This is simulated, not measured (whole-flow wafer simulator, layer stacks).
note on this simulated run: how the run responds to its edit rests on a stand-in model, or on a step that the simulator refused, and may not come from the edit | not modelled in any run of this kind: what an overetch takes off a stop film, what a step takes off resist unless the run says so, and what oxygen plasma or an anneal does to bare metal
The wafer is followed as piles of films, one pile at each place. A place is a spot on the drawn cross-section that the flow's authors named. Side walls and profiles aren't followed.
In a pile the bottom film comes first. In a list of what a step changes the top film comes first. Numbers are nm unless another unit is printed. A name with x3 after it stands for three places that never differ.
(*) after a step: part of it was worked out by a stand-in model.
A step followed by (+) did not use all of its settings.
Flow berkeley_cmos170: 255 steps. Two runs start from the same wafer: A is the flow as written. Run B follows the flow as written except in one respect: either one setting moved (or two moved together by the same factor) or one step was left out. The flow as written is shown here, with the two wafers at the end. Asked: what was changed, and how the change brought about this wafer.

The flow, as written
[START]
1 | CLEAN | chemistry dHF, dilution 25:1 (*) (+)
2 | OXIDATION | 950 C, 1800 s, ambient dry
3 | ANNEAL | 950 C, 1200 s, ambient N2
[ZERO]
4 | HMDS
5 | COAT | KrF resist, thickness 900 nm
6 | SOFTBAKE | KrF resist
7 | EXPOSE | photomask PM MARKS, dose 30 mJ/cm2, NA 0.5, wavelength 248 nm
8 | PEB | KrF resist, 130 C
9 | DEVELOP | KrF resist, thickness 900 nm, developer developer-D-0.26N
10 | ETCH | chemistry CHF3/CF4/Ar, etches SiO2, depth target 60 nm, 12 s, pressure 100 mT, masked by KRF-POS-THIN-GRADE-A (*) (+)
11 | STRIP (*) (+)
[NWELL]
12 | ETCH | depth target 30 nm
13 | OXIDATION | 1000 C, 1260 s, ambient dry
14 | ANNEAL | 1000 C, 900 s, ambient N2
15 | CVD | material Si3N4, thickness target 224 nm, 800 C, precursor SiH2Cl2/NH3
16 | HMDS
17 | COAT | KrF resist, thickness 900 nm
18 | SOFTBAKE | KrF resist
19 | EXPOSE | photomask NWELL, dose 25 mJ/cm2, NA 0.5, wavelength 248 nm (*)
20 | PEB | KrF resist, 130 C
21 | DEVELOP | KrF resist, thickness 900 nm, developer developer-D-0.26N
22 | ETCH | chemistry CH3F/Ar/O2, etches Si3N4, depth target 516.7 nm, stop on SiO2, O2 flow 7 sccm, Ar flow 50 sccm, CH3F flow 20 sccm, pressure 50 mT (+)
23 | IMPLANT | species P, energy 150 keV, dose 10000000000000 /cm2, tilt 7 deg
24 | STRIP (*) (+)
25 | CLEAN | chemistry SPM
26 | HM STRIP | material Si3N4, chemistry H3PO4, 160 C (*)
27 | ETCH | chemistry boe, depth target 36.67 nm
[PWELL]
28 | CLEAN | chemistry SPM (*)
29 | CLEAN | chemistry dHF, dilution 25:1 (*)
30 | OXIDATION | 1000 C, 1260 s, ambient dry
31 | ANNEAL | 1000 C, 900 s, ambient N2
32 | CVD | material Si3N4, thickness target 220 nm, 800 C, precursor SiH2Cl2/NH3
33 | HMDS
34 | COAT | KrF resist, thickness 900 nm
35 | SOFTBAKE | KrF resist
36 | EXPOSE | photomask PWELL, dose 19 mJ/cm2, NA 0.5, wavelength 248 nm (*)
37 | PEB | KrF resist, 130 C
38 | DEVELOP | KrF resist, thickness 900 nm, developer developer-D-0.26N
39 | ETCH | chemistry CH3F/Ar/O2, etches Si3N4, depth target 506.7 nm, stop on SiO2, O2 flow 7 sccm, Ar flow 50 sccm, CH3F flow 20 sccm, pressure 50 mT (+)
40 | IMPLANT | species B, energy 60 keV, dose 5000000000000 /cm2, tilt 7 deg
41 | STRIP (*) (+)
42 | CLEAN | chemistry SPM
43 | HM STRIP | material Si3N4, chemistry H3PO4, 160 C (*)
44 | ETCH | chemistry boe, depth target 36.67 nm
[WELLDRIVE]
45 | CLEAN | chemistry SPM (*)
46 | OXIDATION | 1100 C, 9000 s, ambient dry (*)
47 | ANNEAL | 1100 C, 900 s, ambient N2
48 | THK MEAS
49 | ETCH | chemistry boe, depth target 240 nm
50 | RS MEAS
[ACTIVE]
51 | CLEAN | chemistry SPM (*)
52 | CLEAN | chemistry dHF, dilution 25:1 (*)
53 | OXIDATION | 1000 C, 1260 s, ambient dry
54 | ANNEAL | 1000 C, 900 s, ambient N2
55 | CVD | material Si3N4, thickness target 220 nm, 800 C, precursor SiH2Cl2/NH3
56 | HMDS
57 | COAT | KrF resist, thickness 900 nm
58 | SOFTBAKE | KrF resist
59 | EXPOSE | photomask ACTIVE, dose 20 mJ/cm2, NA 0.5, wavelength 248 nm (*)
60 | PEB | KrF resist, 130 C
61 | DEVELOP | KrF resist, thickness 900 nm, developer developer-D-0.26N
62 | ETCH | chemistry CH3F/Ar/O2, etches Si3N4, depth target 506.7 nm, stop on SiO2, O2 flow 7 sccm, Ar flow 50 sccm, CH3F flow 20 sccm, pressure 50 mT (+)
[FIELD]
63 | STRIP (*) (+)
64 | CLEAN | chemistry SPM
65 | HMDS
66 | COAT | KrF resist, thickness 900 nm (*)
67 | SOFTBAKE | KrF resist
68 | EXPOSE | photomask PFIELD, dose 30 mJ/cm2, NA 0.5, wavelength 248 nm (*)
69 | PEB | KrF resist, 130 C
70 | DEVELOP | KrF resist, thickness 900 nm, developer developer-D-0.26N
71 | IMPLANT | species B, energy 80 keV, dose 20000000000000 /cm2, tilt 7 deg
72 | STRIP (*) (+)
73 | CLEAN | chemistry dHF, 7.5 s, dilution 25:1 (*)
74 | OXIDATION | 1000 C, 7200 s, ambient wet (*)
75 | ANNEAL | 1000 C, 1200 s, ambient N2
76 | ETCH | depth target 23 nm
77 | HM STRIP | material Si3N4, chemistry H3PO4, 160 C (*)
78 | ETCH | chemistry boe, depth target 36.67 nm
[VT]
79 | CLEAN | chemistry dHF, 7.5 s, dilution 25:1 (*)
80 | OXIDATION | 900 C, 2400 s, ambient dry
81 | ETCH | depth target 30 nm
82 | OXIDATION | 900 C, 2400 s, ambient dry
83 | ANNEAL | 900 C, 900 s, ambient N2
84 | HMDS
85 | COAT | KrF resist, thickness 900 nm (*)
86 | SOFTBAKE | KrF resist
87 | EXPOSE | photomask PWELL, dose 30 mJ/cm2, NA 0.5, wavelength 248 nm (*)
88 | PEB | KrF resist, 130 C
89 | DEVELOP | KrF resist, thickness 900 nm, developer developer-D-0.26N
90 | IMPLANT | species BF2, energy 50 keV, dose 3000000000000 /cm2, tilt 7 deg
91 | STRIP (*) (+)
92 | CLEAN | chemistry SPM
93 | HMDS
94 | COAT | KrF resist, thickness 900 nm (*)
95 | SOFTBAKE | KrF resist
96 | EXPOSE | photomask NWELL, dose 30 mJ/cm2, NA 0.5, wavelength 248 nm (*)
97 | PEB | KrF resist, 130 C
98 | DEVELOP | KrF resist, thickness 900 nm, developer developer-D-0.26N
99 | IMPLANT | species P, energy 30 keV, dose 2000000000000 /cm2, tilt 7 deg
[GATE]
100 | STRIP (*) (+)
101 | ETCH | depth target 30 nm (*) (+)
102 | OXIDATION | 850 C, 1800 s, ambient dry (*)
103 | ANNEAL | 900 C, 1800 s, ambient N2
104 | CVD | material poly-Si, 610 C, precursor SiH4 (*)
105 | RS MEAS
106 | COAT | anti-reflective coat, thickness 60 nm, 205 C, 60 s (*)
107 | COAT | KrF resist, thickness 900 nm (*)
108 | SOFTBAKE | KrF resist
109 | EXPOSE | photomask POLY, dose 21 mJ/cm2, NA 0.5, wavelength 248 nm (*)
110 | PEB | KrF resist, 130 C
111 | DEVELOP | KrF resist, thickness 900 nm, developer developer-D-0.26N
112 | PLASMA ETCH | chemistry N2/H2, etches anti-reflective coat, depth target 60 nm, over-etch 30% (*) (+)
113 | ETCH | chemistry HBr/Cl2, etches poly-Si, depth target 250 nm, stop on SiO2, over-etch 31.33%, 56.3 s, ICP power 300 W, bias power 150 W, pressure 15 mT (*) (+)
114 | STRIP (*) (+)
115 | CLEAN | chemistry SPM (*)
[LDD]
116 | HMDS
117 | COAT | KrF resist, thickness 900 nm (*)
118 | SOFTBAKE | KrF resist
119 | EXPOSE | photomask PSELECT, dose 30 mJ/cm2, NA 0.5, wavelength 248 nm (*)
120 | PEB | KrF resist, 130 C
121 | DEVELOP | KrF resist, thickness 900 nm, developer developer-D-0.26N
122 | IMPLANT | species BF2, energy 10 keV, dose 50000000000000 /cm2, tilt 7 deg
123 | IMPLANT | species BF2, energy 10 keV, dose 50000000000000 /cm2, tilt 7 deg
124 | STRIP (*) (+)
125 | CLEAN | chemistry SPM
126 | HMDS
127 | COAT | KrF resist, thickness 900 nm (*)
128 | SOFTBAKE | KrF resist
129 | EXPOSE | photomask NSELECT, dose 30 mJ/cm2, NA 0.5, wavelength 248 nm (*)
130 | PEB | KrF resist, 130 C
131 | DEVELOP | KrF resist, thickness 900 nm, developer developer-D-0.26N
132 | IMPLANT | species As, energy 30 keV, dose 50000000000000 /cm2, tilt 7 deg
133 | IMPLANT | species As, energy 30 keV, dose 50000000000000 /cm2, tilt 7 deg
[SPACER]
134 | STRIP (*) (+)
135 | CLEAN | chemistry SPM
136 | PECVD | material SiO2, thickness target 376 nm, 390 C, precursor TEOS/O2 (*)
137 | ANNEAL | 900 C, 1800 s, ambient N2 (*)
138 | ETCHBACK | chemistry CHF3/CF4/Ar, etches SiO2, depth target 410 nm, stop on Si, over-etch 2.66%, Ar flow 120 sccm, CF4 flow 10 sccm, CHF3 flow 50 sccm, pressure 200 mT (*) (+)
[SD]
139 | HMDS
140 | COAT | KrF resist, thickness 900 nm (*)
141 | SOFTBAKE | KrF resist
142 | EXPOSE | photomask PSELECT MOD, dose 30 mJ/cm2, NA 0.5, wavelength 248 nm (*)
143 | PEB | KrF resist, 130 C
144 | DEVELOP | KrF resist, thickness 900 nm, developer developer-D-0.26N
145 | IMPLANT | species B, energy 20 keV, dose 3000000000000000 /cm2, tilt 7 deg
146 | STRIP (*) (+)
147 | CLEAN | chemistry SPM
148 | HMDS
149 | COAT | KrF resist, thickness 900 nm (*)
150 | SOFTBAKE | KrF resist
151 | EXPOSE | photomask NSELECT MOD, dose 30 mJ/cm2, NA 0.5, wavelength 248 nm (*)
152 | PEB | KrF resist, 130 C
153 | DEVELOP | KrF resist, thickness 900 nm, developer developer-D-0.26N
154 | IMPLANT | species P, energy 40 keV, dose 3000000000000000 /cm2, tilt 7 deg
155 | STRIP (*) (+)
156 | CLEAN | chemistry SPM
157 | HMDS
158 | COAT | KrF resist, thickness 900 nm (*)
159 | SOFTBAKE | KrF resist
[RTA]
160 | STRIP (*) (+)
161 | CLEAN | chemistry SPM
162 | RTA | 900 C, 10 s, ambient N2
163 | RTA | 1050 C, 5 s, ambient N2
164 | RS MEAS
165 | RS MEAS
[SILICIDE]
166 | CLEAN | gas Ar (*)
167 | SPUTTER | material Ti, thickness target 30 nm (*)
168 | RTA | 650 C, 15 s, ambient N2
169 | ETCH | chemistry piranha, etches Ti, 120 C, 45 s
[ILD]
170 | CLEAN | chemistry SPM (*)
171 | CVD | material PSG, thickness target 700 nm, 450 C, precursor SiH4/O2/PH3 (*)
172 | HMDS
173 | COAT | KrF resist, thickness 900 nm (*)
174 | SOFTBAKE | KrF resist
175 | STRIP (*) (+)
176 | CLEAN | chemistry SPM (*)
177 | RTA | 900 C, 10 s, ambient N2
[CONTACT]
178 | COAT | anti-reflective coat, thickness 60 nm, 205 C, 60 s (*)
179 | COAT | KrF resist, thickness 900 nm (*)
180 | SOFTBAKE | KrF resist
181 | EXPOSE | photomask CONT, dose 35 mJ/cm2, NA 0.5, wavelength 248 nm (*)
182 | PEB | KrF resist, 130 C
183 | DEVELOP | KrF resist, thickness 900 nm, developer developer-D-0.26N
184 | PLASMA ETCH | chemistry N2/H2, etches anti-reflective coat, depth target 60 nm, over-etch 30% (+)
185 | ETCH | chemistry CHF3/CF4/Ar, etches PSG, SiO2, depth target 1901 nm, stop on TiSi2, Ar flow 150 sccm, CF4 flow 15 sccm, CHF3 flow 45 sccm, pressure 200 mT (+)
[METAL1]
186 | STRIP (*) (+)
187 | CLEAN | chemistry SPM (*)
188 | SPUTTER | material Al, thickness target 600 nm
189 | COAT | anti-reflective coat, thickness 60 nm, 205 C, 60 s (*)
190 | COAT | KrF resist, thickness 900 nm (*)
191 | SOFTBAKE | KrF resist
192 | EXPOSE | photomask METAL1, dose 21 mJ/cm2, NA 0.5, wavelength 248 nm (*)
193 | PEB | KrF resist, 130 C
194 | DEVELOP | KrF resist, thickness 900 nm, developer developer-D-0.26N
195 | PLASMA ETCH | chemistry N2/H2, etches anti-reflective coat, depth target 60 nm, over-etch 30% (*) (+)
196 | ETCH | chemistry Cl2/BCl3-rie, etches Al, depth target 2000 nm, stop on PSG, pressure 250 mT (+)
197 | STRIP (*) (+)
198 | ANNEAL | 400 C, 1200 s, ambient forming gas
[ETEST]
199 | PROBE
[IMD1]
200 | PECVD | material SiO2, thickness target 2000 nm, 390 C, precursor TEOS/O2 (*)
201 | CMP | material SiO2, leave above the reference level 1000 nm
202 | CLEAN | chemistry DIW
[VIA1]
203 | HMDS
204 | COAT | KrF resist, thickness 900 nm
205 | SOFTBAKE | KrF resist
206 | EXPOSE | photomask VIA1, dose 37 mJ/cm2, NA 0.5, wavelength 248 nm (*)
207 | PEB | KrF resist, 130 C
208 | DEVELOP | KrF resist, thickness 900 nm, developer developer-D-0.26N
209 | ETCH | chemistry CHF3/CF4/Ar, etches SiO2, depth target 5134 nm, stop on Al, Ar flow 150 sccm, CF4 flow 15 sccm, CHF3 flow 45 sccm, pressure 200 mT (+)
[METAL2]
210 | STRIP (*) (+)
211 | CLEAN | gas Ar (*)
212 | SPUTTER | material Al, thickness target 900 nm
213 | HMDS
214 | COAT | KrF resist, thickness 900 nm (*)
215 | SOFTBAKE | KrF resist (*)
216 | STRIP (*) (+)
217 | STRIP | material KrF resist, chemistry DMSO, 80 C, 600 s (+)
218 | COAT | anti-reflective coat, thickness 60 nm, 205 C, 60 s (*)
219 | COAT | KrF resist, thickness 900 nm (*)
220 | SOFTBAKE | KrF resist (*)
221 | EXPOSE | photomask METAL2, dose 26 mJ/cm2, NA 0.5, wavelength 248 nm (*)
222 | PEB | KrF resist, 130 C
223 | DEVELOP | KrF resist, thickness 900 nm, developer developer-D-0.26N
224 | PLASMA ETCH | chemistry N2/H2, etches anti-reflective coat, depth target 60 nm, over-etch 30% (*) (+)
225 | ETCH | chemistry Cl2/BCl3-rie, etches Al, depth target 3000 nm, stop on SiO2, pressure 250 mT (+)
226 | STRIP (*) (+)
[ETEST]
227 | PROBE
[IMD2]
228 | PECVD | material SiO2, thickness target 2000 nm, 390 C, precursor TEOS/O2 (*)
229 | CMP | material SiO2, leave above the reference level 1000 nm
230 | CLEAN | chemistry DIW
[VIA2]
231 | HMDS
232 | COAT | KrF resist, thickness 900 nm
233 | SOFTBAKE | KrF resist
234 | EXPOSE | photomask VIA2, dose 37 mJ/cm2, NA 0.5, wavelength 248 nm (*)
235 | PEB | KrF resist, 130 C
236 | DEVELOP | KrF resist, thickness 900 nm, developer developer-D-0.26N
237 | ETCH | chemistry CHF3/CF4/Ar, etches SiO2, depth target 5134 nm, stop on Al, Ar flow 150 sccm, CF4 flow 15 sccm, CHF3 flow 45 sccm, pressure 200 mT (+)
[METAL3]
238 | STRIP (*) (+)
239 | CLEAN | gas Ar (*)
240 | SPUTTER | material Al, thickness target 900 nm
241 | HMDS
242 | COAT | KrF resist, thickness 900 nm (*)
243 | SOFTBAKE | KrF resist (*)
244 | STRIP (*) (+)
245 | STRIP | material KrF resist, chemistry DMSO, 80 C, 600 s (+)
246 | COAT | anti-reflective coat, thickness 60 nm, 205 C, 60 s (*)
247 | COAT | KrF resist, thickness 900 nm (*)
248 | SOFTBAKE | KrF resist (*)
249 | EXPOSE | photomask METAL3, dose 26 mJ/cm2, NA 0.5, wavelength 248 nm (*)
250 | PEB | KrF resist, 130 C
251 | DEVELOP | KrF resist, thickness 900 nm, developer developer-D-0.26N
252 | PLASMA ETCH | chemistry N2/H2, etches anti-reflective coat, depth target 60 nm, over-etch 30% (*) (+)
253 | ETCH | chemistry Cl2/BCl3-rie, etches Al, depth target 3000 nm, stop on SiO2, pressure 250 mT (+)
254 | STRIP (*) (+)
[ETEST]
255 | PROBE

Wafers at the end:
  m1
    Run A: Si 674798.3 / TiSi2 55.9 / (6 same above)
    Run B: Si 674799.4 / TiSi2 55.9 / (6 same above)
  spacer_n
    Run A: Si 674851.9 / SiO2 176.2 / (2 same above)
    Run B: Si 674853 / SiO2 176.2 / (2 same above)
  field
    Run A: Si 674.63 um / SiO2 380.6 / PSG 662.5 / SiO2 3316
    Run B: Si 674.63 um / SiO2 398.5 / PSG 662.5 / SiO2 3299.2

Cause: step 81, ETCH: depth target 12 nm was run, though the flow has depth target 30 nm.

Step by step, how the change led to this:
  81 | ETCH | depth target 30 nm
      sd_n, spacer_n, gate_n and 8 more: A SiO2 loses 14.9 (all of it) | B SiO2 loses 12
      field: A SiO2 loses 30 | B SiO2 loses 12
  82 | OXIDATION | 900 C, 2400 s, ambient dry
      sd_n, spacer_n, gate_n and 8 more: A SiO2 gains 14.9 (new film), Si loses 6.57 | B SiO2 gains 12.4, Si loses 5.45
  106 | COAT | anti-reflective coat, thickness 60 nm, 205 C, 60 s (*)
      field: A anti-reflective coat gains 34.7 (new film) | B anti-reflective coat gains 35.6 (new film)
      sd_n: A anti-reflective coat gains 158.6 (new film) | B anti-reflective coat gains 175.3 (new film)
      (also at 7 further places)
  112 | PLASMA ETCH | chemistry N2/H2, etches anti-reflective coat, depth target 60 nm, over-etch 30% (*) (+)
      field: A anti-reflective coat loses 34.7 (all of it), poly-Si loses 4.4 | B anti-reflective coat loses 35.6 (all of it), poly-Si loses 4.93
      sd_n: A anti-reflective coat loses 158.6 (all of it), poly-Si loses 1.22 | B anti-reflective coat loses 175.3 (all of it), poly-Si loses 1.35
      (also at 8 further places)
  114 | STRIP (*) (+)
      gate_n: A chemical SiO2 gains 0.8 (new film), KrF resist loses 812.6 (all of it), anti-reflective coat loses 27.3 (all of it), poly-Si loses 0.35 | B chemical SiO2 gains 0.8 (new film), KrF resist loses 828.3 (all of it), anti-reflective coat loses 23.2 (all of it), poly-Si loses 0.35
      gate_p: A chemical SiO2 gains 0.8 (new film), KrF resist loses 782.1 (all of it), anti-reflective coat loses 29.6 (all of it), poly-Si loses 0.35 | B chemical SiO2 gains 0.8 (new film), KrF resist loses 790.7 (all of it), anti-reflective coat loses 27.5 (all of it), poly-Si loses 0.35
  178 | COAT | anti-reflective coat, thickness 60 nm, 205 C, 60 s (*)
      sd_n: A anti-reflective coat gains 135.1 (new film) | B anti-reflective coat gains 145.8 (new film)
      m2: A anti-reflective coat gains 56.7 (new film) | B anti-reflective coat gains 54.5 (new film)
  186 | STRIP (*) (+)
      sd_n: A KrF resist loses 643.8 (all of it), anti-reflective coat loses 135.1 (all of it) | B KrF resist loses 642.1 (all of it), anti-reflective coat loses 145.8 (all of it)
      m2: A KrF resist loses 689 (all of it), anti-reflective coat loses 56.7 (all of it) | B KrF resist loses 695.3 (all of it), anti-reflective coat loses 54.5 (all of it)
  189 | COAT | anti-reflective coat, thickness 60 nm, 205 C, 60 s (*)
      gate_n: A anti-reflective coat gains 48 (new film) | B anti-reflective coat gains 49.2 (new film)
      sd_p: A anti-reflective coat gains 86.5 (new film) | B anti-reflective coat gains 89.1 (new film)
      (also at 2 further places)
  195 | PLASMA ETCH | chemistry N2/H2, etches anti-reflective coat, depth target 60 nm, over-etch 30% (*) (+)
      contact, m1, via1, m2, via2: A KrF resist loses 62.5 | B KrF resist loses 64.3
      gate_n: A anti-reflective coat loses 48 (all of it) | B anti-reflective coat loses 49.2 (all of it)
      (also at 2 further places)
  197 | STRIP (*) (+)
      m2: A KrF resist loses 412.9 (all of it), anti-reflective coat loses 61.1 (all of it) | B KrF resist loses 417.9 (all of it), anti-reflective coat loses 58.8 (all of it)
  201 | CMP | material SiO2, leave above the reference level 1000 nm
      field: A SiO2 loses 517 | B SiO2 loses 533.8
